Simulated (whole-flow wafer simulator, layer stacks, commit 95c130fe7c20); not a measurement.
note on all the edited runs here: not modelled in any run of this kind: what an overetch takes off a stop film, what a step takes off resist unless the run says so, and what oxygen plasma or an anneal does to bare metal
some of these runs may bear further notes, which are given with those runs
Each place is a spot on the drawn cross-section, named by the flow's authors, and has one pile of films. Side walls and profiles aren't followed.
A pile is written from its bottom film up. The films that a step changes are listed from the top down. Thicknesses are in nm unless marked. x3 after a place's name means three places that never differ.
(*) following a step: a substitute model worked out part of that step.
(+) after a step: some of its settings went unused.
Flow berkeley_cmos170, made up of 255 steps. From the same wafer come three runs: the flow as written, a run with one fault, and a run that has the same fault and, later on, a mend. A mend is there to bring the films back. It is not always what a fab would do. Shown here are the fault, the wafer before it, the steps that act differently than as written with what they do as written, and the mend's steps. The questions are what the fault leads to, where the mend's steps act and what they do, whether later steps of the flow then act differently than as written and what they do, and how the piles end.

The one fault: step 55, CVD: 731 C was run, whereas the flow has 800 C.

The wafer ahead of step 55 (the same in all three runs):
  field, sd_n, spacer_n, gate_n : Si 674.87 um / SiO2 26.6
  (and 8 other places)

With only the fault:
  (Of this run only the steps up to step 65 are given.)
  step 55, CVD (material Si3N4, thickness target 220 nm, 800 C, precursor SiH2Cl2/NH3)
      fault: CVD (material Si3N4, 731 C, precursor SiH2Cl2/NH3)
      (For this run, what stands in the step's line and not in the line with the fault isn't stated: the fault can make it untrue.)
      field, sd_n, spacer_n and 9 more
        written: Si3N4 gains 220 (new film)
        fault: Si3N4 gains 81.3 (new film)
  Steps further on in the flow that do not act as written:
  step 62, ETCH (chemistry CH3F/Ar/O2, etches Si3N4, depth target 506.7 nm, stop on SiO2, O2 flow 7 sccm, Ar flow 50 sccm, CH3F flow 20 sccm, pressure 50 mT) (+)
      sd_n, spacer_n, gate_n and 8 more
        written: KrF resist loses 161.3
        fault: KrF resist loses 68.9
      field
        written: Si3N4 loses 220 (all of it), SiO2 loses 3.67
        fault: Si3N4 loses 81.3 (all of it), SiO2 loses 3.67
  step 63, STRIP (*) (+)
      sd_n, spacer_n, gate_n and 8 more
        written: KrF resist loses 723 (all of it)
        fault: KrF resist loses 815.5 (all of it)
  After step 65, at sd_n, spacer_n, gate_n and 8 more, the piles differ from the flow's by more than 2% or 0.5 nm, whichever is larger.
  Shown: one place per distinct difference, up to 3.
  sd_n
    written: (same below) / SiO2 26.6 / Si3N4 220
    fault: (same below) / SiO2 26.6 / Si3N4 81.3

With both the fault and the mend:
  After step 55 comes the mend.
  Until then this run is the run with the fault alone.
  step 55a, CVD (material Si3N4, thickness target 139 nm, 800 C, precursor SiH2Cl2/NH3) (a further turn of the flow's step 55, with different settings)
      field, sd_n, spacer_n and 9 more
        Si3N4 gains 139
  Every later step of the flow that is run acts as written, at every place that is followed, to within 2% or 0.5 nm, whichever is larger.
  When the end is reached, the piles differ only a little from the flow's at the places that both follow, at most by 2% or 0.5 nm, whichever is larger.
